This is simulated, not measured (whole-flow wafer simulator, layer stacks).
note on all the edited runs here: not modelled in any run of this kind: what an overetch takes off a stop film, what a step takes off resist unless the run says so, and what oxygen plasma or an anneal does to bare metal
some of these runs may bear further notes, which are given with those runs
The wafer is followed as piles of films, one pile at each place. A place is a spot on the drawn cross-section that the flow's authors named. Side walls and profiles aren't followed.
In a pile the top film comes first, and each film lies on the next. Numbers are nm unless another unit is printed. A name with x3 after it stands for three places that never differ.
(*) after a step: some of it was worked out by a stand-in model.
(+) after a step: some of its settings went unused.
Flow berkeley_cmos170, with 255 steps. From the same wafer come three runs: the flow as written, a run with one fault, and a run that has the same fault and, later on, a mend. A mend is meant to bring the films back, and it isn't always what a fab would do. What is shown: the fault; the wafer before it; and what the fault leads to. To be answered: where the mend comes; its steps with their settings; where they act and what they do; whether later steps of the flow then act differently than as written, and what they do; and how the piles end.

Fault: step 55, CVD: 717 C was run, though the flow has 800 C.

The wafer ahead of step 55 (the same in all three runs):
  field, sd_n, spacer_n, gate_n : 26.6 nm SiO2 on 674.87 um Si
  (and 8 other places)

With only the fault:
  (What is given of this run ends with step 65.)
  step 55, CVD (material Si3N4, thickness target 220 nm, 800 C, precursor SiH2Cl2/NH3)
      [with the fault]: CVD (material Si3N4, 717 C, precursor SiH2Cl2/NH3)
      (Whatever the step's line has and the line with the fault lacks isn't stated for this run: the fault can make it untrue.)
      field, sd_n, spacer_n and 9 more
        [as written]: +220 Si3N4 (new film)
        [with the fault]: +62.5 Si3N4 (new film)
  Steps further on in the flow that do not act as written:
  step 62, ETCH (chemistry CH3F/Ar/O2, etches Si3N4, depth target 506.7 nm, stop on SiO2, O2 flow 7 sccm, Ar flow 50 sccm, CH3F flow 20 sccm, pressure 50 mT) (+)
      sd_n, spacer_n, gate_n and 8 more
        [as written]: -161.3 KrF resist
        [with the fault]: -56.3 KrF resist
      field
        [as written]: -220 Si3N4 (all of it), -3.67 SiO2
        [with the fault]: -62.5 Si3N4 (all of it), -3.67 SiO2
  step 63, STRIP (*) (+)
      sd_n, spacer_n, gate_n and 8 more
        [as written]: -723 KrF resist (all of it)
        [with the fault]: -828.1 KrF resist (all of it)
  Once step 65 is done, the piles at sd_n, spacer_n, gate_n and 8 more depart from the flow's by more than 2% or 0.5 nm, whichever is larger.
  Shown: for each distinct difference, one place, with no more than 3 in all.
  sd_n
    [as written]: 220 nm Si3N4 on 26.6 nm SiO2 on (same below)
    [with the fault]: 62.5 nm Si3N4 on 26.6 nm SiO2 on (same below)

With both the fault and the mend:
  The mend follows step 61.
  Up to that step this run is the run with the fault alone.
  step 61a, STRIP (*) (+)
      sd_n, spacer_n, gate_n and 8 more
        -884.4 KrF resist (all of it)
  step 61b, CLEAN (chemistry SPM)
      leaves every film unchanged at each place that is followed
  step 61c, CVD (material Si3N4, thickness target 158 nm, 800 C, precursor SiH2Cl2/NH3) (the flow's step 55, run once more with other settings)
      field, sd_n, spacer_n and 9 more
        +158 Si3N4
  step 61d, HMDS (the flow's step 56, run once more)
      leaves every film unchanged at each place that is followed
  step 61e, COAT (KrF resist, thickness 900 nm) (the flow's step 57, run once more)
      field, sd_n, spacer_n and 9 more
        +900 KrF resist (new film)
  step 61f, SOFTBAKE (KrF resist) (the flow's step 58, run once more)
      leaves every film unchanged at each place that is followed
  step 61g, EXPOSE (photomask ACTIVE, dose 20 mJ/cm2, NA 0.5, wavelength 248 nm) (*) (the flow's step 59, run once more)
      leaves every film unchanged at each place that is followed
  step 61h, PEB (KrF resist, 130 C) (the flow's step 60, run once more)
      field, sd_n, spacer_n and 9 more
        -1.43 KrF resist
  step 61i, DEVELOP (KrF resist, thickness 900 nm, developer developer-D-0.26N) (the flow's step 61, run once more)
      sd_n, spacer_n, gate_n and 8 more
        -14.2 KrF resist
      field
        -898.6 KrF resist (all of it)
  Later steps of the flow that are run all act as written at every place that is followed, up to a difference of at most 2% or 0.5 nm, whichever is larger.
  The piles end only slightly different from the flow's at the places that both follow, by no more than 2% or 0.5 nm, whichever is larger.
